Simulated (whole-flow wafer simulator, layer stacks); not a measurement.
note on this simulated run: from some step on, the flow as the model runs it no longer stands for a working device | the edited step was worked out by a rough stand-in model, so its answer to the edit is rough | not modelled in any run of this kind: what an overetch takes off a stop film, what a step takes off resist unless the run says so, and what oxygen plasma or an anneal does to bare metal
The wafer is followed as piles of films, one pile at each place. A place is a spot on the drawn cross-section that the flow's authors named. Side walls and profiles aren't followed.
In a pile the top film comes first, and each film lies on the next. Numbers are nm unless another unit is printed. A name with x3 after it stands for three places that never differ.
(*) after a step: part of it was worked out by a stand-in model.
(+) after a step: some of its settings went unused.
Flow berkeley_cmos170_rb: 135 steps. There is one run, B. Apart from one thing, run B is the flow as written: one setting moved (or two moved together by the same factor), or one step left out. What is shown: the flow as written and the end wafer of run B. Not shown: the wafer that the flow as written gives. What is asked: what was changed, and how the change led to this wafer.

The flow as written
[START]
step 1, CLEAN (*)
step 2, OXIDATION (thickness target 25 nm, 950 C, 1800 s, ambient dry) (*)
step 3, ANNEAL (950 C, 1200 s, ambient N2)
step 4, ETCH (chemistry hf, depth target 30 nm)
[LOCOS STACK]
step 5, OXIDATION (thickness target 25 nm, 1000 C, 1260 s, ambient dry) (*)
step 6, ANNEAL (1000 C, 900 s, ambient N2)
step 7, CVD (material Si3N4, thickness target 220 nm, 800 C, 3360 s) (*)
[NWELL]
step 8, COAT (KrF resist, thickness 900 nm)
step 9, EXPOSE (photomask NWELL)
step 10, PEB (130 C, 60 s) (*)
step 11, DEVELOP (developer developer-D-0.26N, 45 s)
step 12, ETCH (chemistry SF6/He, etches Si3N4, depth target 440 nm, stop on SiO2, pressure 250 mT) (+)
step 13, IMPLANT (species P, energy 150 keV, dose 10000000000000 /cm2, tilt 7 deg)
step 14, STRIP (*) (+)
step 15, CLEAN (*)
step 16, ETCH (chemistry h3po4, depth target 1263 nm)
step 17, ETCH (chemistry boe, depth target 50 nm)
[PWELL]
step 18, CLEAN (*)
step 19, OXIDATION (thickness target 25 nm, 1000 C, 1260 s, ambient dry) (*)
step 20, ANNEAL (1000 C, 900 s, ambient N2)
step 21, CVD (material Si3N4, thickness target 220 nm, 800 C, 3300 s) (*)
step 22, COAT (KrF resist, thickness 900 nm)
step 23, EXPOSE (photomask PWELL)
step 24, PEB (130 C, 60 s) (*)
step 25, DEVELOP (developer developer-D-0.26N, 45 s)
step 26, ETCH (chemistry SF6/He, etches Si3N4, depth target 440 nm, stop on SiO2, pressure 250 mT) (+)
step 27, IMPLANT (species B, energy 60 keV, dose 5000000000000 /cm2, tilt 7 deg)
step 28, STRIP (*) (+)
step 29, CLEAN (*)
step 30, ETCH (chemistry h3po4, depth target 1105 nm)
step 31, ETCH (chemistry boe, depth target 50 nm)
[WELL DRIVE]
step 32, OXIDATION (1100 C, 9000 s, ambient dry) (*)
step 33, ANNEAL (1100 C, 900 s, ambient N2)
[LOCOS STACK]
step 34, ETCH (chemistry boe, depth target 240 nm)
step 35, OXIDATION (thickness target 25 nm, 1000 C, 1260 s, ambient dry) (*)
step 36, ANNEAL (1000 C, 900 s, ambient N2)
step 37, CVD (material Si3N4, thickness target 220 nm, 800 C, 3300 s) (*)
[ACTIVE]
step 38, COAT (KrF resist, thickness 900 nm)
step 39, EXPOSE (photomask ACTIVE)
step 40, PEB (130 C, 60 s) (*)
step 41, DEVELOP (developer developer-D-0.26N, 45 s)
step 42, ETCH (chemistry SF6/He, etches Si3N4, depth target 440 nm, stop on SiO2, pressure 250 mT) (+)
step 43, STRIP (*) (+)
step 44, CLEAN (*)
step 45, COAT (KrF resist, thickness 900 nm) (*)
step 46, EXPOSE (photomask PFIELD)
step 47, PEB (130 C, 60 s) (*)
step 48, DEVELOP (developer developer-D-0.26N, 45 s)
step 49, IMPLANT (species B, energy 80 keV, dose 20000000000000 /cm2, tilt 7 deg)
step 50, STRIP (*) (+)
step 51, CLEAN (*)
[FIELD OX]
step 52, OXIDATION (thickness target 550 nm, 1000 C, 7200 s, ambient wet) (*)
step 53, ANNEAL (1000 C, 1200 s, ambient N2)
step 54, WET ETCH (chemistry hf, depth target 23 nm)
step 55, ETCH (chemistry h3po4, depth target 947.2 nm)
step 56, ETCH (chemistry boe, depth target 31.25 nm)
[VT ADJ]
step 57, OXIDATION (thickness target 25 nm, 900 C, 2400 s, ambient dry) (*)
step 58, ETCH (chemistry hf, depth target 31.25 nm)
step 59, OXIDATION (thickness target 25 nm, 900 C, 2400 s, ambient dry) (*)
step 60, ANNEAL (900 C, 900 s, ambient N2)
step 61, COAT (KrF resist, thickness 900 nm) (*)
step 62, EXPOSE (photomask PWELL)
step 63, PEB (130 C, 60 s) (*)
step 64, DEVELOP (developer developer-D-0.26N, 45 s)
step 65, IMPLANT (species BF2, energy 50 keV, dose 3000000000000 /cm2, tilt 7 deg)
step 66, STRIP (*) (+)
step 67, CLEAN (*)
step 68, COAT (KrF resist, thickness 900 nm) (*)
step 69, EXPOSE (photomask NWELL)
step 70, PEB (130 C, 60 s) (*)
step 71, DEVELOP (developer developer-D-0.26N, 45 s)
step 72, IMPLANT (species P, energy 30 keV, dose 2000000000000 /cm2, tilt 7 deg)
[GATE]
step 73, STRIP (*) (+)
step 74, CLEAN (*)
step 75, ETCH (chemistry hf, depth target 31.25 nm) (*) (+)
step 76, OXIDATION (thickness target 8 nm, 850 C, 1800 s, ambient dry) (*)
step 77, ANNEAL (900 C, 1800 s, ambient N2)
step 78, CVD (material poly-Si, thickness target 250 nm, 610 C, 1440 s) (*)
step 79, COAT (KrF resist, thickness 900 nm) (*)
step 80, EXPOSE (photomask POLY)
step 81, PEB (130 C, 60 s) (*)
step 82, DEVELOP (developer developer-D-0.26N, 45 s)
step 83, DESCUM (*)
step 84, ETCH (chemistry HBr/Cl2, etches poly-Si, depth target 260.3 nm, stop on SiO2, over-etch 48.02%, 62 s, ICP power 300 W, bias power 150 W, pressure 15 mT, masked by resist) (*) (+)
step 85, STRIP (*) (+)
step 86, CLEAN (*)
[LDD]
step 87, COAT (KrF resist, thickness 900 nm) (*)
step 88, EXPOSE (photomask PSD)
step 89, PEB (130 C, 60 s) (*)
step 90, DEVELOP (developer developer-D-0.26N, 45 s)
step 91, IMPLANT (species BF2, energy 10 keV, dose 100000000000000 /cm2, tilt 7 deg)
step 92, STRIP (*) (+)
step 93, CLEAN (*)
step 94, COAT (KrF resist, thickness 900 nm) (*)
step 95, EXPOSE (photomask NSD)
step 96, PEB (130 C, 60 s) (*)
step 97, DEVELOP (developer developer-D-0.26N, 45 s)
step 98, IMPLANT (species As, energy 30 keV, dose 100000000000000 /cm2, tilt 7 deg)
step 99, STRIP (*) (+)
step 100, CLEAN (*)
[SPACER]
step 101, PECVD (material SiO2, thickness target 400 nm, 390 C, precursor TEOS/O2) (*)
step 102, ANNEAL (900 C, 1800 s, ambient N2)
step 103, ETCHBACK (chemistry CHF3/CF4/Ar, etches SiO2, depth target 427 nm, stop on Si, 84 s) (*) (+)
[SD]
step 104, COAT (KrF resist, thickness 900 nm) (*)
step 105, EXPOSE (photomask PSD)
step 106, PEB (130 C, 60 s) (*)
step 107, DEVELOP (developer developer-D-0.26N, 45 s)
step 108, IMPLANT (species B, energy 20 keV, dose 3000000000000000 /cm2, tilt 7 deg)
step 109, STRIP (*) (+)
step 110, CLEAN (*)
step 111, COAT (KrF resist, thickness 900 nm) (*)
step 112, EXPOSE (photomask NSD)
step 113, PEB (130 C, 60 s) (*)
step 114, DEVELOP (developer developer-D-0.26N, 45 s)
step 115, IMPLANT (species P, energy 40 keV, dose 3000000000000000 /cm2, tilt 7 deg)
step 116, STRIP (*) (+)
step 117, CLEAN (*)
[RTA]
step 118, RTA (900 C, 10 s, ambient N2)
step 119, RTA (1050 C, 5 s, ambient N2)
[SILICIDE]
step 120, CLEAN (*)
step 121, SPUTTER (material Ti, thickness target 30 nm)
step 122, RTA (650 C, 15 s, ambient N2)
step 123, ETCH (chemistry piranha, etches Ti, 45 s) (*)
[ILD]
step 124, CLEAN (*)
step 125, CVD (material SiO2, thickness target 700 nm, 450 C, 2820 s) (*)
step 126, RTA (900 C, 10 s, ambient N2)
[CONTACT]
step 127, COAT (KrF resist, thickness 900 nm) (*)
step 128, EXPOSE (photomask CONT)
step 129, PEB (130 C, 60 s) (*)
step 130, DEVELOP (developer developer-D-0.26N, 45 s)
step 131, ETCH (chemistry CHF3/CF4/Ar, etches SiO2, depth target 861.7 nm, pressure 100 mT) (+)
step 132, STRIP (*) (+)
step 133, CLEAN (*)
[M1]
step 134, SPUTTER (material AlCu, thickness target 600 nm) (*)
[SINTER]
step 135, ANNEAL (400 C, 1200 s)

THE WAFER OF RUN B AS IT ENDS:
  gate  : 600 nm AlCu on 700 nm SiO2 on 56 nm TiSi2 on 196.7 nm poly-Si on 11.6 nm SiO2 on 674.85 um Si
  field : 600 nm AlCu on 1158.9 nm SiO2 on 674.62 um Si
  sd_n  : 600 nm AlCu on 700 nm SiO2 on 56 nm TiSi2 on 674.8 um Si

The reason: step 76, OXIDATION: 892 C was run, though the flow has 850 C.

Step by step, how the change led to this:
  step 76, OXIDATION (thickness target 8 nm, 850 C, 1800 s, ambient dry) (*)
      sd_n, spacer_n, gate, sd_p, spacer_p, gate_p, contact, m1: +11.6 SiO2 (new film), -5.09 Si (in the flow as written it would be: +7.53 SiO2 (new film), -3.31 Si)
      field: +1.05 SiO2, -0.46 Si (in the flow as written it would be: +0.48 SiO2, -0.21 Si)
